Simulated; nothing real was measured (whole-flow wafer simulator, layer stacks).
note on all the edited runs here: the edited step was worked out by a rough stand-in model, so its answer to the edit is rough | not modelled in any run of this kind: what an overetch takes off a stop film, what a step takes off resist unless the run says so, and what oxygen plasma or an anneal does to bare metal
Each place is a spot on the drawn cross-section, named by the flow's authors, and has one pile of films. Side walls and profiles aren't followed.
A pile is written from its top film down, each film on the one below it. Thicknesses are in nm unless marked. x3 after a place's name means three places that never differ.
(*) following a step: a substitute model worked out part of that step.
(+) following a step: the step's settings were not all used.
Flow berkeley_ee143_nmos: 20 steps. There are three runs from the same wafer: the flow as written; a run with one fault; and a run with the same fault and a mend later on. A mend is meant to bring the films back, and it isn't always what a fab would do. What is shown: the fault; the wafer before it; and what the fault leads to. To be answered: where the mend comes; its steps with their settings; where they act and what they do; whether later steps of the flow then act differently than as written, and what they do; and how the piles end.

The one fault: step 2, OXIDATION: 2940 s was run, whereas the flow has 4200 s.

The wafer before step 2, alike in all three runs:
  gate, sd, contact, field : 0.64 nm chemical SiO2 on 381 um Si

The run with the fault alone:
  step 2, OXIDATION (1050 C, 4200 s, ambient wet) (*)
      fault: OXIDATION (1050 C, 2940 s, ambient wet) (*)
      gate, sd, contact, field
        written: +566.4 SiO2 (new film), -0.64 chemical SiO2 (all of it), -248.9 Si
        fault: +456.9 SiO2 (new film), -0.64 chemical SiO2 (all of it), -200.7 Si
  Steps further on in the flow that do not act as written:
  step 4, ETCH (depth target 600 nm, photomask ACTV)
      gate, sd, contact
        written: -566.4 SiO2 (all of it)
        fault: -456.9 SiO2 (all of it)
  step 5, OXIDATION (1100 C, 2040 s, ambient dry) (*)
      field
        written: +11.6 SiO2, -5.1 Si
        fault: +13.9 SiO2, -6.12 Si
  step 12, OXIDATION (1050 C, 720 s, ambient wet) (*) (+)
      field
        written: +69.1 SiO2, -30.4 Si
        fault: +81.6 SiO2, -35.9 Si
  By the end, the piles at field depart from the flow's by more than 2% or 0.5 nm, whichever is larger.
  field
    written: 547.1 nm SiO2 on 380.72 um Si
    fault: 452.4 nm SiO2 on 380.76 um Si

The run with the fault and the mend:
  After step 2 comes the mend.
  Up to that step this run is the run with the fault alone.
  step 2a, OXIDATION (1050 C, 1260 s, ambient wet) (*) (the flow's step 2 again, with other settings)
      gate, sd, contact, field
        +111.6 SiO2, -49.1 Si
  Later steps of the flow that are run all act as written at every place that is followed, up to a difference of at most 2% or 0.5 nm, whichever is larger.
  The piles end only slightly different from the flow's at the places that both follow, by no more than 2% or 0.5 nm, whichever is larger.
